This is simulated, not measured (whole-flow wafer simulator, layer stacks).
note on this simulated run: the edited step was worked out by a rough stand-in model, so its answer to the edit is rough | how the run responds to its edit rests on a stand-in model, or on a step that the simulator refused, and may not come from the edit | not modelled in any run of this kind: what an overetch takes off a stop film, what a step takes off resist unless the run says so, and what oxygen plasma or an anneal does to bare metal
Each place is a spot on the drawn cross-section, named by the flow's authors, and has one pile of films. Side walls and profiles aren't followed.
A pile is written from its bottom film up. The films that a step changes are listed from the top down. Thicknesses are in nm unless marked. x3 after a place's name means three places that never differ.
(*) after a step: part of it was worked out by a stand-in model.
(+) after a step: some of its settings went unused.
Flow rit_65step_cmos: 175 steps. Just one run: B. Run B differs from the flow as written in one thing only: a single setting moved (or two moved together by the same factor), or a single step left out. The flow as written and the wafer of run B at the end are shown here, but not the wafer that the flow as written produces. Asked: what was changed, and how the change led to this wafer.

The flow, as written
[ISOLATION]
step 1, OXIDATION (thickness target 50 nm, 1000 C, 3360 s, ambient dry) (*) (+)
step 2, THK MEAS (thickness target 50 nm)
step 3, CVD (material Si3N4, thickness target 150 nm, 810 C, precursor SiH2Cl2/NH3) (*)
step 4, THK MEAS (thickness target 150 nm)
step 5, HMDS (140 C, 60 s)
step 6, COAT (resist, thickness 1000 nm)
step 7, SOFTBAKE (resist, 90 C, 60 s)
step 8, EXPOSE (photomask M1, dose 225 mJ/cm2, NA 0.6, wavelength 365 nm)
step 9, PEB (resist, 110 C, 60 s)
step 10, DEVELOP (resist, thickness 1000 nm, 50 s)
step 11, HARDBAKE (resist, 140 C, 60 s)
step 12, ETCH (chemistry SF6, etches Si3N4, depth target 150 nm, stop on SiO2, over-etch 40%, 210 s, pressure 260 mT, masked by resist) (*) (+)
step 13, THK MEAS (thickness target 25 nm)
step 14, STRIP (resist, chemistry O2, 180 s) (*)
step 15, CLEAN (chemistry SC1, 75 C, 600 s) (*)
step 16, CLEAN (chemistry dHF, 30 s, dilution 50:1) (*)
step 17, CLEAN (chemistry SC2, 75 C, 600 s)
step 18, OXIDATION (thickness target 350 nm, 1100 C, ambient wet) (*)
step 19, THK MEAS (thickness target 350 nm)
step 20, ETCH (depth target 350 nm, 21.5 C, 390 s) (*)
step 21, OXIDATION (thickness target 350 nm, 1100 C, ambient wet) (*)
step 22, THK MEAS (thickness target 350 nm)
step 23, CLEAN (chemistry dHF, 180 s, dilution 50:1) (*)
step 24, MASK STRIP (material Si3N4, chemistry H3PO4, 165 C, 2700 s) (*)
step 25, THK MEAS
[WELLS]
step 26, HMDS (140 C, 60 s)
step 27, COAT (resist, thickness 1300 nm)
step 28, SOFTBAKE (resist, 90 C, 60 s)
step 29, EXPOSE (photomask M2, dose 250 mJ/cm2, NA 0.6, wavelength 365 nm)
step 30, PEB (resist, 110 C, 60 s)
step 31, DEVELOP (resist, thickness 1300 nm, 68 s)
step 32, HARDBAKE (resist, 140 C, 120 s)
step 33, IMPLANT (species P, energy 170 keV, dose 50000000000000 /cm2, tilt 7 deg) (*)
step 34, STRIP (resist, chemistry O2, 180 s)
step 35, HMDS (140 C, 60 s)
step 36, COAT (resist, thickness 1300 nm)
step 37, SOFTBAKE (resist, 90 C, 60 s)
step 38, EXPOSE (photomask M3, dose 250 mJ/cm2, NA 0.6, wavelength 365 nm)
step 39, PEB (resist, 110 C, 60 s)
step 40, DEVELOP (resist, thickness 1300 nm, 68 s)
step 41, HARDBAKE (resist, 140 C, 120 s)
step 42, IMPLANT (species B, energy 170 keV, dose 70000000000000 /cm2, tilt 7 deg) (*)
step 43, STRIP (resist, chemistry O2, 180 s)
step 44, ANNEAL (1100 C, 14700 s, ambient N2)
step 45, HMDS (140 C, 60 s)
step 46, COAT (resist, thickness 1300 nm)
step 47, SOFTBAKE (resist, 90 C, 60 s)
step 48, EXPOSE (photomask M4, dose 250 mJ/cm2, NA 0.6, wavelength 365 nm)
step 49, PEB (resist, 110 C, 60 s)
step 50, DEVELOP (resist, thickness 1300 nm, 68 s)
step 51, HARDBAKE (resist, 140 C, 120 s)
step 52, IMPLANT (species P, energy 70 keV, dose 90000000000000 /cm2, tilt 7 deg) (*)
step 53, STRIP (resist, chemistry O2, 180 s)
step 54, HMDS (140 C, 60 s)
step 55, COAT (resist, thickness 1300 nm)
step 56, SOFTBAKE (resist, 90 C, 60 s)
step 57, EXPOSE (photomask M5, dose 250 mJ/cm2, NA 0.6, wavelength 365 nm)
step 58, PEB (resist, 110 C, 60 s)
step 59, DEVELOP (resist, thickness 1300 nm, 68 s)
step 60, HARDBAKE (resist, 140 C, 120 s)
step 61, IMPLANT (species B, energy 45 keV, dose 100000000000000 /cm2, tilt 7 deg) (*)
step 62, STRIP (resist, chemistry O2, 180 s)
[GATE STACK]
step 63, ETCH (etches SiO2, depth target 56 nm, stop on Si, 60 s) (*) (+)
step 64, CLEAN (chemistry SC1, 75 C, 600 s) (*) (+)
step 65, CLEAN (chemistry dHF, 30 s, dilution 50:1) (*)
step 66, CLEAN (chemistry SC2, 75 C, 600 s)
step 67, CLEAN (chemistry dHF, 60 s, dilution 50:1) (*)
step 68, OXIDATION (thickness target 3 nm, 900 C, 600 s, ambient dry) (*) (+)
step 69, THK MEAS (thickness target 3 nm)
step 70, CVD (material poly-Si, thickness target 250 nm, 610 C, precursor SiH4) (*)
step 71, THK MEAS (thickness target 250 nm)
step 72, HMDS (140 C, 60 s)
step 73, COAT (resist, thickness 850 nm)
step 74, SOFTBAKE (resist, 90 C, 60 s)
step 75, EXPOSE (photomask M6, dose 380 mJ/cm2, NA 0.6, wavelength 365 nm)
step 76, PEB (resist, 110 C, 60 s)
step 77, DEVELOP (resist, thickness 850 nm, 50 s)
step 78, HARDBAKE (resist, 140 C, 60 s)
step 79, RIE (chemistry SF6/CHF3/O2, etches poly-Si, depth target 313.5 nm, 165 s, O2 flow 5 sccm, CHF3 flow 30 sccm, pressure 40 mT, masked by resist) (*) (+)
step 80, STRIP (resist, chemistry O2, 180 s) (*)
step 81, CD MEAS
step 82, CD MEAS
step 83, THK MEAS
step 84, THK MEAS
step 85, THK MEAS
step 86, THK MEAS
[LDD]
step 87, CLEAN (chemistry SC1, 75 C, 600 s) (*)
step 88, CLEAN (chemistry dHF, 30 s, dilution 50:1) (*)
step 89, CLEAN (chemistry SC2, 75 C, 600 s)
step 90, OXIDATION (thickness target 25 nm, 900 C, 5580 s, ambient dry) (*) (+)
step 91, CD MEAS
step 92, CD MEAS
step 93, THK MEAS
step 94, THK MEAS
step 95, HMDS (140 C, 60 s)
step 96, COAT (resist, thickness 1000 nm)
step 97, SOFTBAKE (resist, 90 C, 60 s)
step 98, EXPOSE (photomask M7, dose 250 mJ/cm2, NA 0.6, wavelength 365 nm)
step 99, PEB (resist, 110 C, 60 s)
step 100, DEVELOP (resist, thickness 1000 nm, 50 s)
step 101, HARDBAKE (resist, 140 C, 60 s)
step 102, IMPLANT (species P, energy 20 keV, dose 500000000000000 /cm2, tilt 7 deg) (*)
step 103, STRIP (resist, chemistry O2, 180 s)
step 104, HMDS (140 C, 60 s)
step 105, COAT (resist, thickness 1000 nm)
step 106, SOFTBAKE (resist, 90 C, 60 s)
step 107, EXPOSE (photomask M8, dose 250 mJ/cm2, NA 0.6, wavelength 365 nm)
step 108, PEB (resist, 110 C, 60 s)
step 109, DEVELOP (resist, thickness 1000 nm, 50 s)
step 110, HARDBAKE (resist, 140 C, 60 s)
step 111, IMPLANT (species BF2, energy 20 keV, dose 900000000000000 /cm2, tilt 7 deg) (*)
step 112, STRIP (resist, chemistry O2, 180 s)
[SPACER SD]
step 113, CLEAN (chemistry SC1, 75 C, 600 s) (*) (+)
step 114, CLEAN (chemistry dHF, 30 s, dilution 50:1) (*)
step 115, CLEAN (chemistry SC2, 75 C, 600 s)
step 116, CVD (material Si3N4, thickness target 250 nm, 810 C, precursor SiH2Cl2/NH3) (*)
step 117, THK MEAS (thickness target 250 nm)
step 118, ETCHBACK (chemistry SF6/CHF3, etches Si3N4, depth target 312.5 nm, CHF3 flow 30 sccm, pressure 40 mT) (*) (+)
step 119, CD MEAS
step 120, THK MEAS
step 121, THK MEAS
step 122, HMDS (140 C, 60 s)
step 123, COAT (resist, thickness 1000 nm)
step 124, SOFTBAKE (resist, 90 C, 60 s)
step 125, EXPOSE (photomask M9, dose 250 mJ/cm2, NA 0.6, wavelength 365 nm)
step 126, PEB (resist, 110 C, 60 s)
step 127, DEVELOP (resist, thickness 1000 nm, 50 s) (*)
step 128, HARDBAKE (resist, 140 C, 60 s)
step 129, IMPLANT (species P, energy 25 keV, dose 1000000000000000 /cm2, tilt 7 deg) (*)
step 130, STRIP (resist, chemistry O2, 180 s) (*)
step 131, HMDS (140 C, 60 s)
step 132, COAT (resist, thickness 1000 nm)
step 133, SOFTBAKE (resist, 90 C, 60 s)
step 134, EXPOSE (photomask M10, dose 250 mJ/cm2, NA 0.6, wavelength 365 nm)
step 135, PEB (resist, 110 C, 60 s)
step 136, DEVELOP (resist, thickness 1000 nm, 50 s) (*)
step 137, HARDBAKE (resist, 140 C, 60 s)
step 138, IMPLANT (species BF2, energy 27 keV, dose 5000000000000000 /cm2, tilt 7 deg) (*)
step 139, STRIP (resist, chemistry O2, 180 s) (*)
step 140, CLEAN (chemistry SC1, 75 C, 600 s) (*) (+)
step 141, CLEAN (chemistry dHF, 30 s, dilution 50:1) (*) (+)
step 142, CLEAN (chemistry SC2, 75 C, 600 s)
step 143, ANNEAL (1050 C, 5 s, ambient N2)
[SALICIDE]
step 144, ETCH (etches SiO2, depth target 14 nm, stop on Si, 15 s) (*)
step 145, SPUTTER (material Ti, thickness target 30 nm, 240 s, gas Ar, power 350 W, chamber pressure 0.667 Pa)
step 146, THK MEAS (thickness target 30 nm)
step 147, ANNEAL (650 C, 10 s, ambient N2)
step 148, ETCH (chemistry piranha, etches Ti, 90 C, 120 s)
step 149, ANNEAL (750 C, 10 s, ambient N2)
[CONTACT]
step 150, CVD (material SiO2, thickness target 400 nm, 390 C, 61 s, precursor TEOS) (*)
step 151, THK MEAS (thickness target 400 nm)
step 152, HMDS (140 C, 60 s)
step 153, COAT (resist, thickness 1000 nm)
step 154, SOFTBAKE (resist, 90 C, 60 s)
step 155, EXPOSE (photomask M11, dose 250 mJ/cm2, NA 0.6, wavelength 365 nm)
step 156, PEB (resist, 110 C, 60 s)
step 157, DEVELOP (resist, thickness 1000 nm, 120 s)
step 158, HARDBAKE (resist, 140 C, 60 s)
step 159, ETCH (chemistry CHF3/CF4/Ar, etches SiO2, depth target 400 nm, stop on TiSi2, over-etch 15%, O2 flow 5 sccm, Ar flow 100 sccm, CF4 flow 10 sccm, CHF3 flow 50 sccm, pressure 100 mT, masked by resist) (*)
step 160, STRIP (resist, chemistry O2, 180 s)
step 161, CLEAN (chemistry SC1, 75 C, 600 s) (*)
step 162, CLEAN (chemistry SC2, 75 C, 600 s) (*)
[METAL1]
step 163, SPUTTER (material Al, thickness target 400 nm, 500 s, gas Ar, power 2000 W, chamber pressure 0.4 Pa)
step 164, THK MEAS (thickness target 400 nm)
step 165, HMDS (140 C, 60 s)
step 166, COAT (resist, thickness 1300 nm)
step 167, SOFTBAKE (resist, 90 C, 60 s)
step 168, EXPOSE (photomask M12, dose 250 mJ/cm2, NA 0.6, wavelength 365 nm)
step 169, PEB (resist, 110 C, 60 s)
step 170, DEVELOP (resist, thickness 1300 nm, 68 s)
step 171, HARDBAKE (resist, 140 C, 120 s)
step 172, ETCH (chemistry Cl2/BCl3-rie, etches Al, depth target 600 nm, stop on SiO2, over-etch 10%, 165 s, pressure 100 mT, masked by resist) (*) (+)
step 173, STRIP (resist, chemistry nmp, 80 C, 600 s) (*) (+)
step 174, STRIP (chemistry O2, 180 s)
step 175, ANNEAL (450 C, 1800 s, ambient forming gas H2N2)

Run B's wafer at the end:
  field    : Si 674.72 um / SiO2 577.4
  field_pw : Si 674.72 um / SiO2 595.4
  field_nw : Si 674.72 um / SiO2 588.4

The reason: step 20, ETCH: 195 s was run, while the flow as written has 390 s.

The path from the change to this, step by step:
  step 20, ETCH (depth target 350 nm, 21.5 C, 390 s) (*)
      field, field_p: -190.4 SiO2 (it would be, as written: -351.3 SiO2 (all of it), -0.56 Si)
      field_pw, field_nw: -190.4 SiO2 (it would be, as written: -355.4 SiO2 (all of it), -0.49 Si)
      (as well as at 10 more places)
  step 21, OXIDATION (thickness target 350 nm, 1100 C, ambient wet) (*)
      field, field_p: +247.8 SiO2, -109 Si (it would be, as written: +350 SiO2 (new film), -154 Si)
      field_pw, field_nw: +245.8 SiO2, -108.2 Si (it would be, as written: +350 SiO2 (new film), -154 Si)
  step 27, COAT (resist, thickness 1300 nm)
      field_pw, field_nw: +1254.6 resist (new film) (it would be, as written: +1313 resist (new film))
      field: +1239.3 resist (new film) (it would be, as written: +1315.7 resist (new film))
      (as well as at 1 more place)
  step 30, PEB (resist, 110 C, 60 s)
      field, field_p: -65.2 resist (it would be, as written: -69.2 resist)
      field_pw, field_nw: -66 resist (it would be, as written: -69.1 resist)
  step 31, DEVELOP (resist, thickness 1300 nm, 68 s)
      field_nw: -1188.6 resist (all of it) (it would be, as written: -1243.9 resist (all of it))
      field_p: -1174.3 resist (all of it) (it would be, as written: -1246.4 resist (all of it))
  step 32, HARDBAKE (resist, 140 C, 120 s)
      field: -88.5 resist (it would be, as written: -94 resist)
      field_pw: -89.6 resist (it would be, as written: -93.8 resist)
  step 34, STRIP (resist, chemistry O2, 180 s)
      field: -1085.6 resist (all of it) (it would be, as written: -1152.5 resist (all of it))
      field_pw: -1099 resist (all of it) (it would be, as written: -1150.2 resist (all of it))
  step 36, COAT (resist, thickness 1300 nm)
      field_pw, field_nw: +1254.6 resist (new film) (it would be, as written: +1313 resist (new film))
      field: +1239.3 resist (new film) (it would be, as written: +1315.7 resist (new film))
      (as well as at 1 more place)
  step 39, PEB (resist, 110 C, 60 s)
      field, field_p: -65.2 resist (it would be, as written: -69.2 resist)
      field_pw, field_nw: -66 resist (it would be, as written: -69.1 resist)
  step 40, DEVELOP (resist, thickness 1300 nm, 68 s)
      field: -1174.1 resist (all of it) (it would be, as written: -1246.5 resist (all of it))
      field_pw: -1188.6 resist (all of it) (it would be, as written: -1243.9 resist (all of it))
  step 41, HARDBAKE (resist, 140 C, 120 s)
      field_nw: -89.6 resist (it would be, as written: -93.8 resist)
      field_p: -88.5 resist (it would be, as written: -94 resist)
  step 43, STRIP (resist, chemistry O2, 180 s)
      field_nw: -1099 resist (all of it) (it would be, as written: -1150.2 resist (all of it))
      field_p: -1085.8 resist (all of it) (it would be, as written: -1152.5 resist (all of it))
  step 46, COAT (resist, thickness 1300 nm)
      field_pw, field_nw: +1254.6 resist (new film) (it would be, as written: +1313 resist (new film))
      field: +1239.3 resist (new film) (it would be, as written: +1315.7 resist (new film))
      (as well as at 1 more place)
  step 49, PEB (resist, 110 C, 60 s)
      field, field_p: -65.2 resist (it would be, as written: -69.2 resist)
      field_pw, field_nw: -66 resist (it would be, as written: -69.1 resist)
  step 50, DEVELOP (resist, thickness 1300 nm, 68 s)
      field_nw: -1188.6 resist (all of it) (it would be, as written: -1243.9 resist (all of it))
      field_p: -1174.3 resist (all of it) (it would be, as written: -1246.4 resist (all of it))
  step 51, HARDBAKE (resist, 140 C, 120 s)
      field: -88.5 resist (it would be, as written: -94 resist)
      field_pw: -89.6 resist (it would be, as written: -93.8 resist)
  ... 36 other steps ...
  step 170, DEVELOP (resist, thickness 1300 nm, 68 s)
      field: -1239.5 resist (all of it) (it would be, as written: -1316.6 resist (all of it))
      field_pw: -1228.6 resist (all of it) (it would be, as written: -1285.5 resist (all of it))
      (as well as at 2 more places)
